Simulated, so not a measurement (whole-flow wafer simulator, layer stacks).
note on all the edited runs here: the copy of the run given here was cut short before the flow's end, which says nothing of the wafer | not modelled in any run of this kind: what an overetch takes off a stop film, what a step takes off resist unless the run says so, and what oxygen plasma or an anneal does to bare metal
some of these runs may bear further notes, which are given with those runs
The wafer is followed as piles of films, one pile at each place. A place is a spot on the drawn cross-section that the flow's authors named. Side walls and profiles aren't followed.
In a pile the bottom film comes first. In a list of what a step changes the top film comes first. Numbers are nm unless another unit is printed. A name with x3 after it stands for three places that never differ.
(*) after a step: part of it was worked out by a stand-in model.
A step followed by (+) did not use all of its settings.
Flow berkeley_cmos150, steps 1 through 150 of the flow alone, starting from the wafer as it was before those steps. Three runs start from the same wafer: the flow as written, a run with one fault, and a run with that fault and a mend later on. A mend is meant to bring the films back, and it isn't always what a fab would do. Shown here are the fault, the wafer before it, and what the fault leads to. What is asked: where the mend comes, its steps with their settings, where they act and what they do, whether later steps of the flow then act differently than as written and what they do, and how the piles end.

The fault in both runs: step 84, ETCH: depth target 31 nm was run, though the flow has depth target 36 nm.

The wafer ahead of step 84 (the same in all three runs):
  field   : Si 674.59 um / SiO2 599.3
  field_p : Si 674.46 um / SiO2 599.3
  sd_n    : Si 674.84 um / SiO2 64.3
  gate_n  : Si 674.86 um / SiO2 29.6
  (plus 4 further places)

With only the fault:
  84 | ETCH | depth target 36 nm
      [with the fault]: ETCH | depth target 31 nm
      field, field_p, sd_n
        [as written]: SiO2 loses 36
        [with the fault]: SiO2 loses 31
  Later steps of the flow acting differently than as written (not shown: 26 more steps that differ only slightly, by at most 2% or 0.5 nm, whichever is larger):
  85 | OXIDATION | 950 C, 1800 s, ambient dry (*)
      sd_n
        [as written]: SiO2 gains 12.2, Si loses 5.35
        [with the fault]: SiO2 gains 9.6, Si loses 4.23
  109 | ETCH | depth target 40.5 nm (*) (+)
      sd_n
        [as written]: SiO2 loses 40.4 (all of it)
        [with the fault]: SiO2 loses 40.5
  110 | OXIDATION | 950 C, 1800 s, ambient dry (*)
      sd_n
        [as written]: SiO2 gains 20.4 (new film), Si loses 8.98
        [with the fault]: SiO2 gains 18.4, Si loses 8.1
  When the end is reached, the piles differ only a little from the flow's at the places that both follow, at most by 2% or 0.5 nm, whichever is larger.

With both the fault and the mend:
  After step 84 comes the mend.
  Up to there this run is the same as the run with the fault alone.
  84a | ETCH | depth target 5 nm (the flow's step 84 again, with other settings)
      field, field_p, sd_n
        SiO2 loses 5
  Every later step of the flow that is run acts as written at every place that is followed.
  By the end, the piles equal the flow's at every place that both follow.
